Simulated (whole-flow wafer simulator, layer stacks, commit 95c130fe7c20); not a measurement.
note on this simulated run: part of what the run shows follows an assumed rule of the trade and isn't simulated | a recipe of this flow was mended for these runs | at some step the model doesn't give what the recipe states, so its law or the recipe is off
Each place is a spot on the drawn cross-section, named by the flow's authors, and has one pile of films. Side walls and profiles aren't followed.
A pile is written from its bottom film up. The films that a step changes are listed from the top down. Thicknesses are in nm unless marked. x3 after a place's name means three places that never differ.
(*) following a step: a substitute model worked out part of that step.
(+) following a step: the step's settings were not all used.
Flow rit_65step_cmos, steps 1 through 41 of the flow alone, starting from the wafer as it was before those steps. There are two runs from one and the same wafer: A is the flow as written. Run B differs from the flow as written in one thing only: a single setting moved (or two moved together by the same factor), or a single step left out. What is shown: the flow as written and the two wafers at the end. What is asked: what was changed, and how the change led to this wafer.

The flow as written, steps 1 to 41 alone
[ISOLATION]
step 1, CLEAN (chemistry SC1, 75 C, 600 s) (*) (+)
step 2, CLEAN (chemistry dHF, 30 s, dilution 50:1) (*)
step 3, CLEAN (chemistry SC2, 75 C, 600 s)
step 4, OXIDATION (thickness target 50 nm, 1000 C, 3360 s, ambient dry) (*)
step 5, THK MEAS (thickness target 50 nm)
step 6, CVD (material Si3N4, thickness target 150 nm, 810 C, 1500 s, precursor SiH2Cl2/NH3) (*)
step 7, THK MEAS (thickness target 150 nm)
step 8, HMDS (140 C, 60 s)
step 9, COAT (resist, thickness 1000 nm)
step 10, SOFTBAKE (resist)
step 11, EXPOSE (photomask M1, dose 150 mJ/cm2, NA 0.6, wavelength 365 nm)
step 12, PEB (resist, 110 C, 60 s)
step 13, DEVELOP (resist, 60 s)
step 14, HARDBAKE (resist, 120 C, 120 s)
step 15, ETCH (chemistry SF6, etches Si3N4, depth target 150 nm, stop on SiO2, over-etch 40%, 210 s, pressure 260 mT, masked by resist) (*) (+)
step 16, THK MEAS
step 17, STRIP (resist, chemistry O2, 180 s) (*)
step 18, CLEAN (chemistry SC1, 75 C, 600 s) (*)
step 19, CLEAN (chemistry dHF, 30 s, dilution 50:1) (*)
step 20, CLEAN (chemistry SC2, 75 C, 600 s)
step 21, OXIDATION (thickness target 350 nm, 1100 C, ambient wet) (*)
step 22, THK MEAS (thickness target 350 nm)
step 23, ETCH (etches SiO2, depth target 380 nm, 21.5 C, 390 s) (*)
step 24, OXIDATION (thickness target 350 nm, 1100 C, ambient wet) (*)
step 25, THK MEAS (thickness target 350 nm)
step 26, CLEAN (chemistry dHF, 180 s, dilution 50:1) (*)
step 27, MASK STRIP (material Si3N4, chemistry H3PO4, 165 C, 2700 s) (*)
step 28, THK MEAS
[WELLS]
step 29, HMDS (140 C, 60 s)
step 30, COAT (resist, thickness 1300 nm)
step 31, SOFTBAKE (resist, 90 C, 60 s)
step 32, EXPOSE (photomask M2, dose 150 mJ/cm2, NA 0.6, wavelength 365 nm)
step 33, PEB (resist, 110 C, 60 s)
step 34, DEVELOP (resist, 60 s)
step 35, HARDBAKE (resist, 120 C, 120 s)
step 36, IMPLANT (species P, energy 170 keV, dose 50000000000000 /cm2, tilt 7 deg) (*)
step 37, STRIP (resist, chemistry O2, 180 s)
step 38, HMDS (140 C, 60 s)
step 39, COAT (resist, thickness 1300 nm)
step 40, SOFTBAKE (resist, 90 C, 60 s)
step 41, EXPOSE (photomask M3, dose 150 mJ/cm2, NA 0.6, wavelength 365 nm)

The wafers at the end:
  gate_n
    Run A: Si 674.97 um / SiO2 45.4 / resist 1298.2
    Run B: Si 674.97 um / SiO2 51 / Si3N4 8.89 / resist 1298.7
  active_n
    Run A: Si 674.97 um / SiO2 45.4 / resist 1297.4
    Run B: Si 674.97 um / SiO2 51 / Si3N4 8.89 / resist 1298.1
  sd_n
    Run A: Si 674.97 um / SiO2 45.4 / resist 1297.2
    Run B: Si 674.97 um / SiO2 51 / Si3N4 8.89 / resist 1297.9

Cause: step 6, CVD: thickness target 304 nm was run, whereas the flow has thickness target 150 nm; step 6, CVD: 3038 s was run, where the flow has 1500 s.

Step by step, how the change led to this:
  step 6, CVD (material Si3N4, thickness target 150 nm, 810 C, 1500 s, precursor SiH2Cl2/NH3) (*)
      field, field_pw, field_nw and 11 more: A +150 Si3N4 (new film) | B +304 Si3N4 (new film)
  step 15, ETCH (chemistry SF6, etches Si3N4, depth target 150 nm, stop on SiO2, over-etch 40%, 210 s, pressure 260 mT, masked by resist) (*) (+)
      field, field_pw, field_nw, field_p: A -150 Si3N4 (all of it), -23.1 SiO2 | B -210 Si3N4
  step 18, CLEAN (chemistry SC1, 75 C, 600 s) (*)
      field, field_pw, field_nw, field_p: A -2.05 SiO2 | B -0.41 Si3N4
  step 19, CLEAN (chemistry dHF, 30 s, dilution 50:1) (*)
      field, field_pw, field_nw, field_p: A -2.78 SiO2 | B -0.43 Si3N4
  step 21, OXIDATION (thickness target 350 nm, 1100 C, ambient wet) (*)
      gate_n, gate_p, spacer, spacer_p, sd_n, sd_p, contact, m1: A +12 SiO2 (new film), -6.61 Si3N4, +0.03 SiO2 | B +12 SiO2 (new film), -6.61 Si3N4
      field, field_p: A +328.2 SiO2, -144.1 Si | B +12 SiO2 (new film), -6.61 Si3N4
      (as well as at 2 more places)
  step 23, ETCH (etches SiO2, depth target 380 nm, 21.5 C, 390 s) (*)
      field, field_p: A -351.3 SiO2 (all of it), -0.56 Si | B -12 SiO2 (all of it), -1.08 Si3N4
      field_pw, field_nw: A -355.4 SiO2 (all of it), -0.49 Si | B -12 SiO2 (all of it), -1.08 Si3N4
      (as well as at 10 more places)
  step 24, OXIDATION (thickness target 350 nm, 1100 C, ambient wet) (*)
      field, field_pw, field_nw, field_p: A +350 SiO2 (new film), -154 Si | B +12 SiO2 (new film), -6.61 Si3N4
  step 26, CLEAN (chemistry dHF, 180 s, dilution 50:1) (*)
      field, field_pw, field_nw, field_p: A -16.7 SiO2 | B -12 SiO2 (all of it), -0.44 Si3N4
  step 27, MASK STRIP (material Si3N4, chemistry H3PO4, 165 C, 2700 s) (*)
      active_n, active_p, gate_n and 7 more: A -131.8 Si3N4 (all of it), -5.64 SiO2 | B -279.6 Si3N4
      field, field_pw, field_nw, field_p: A -10.7 SiO2 | B -78.4 Si3N4 (all of it), -7.68 SiO2
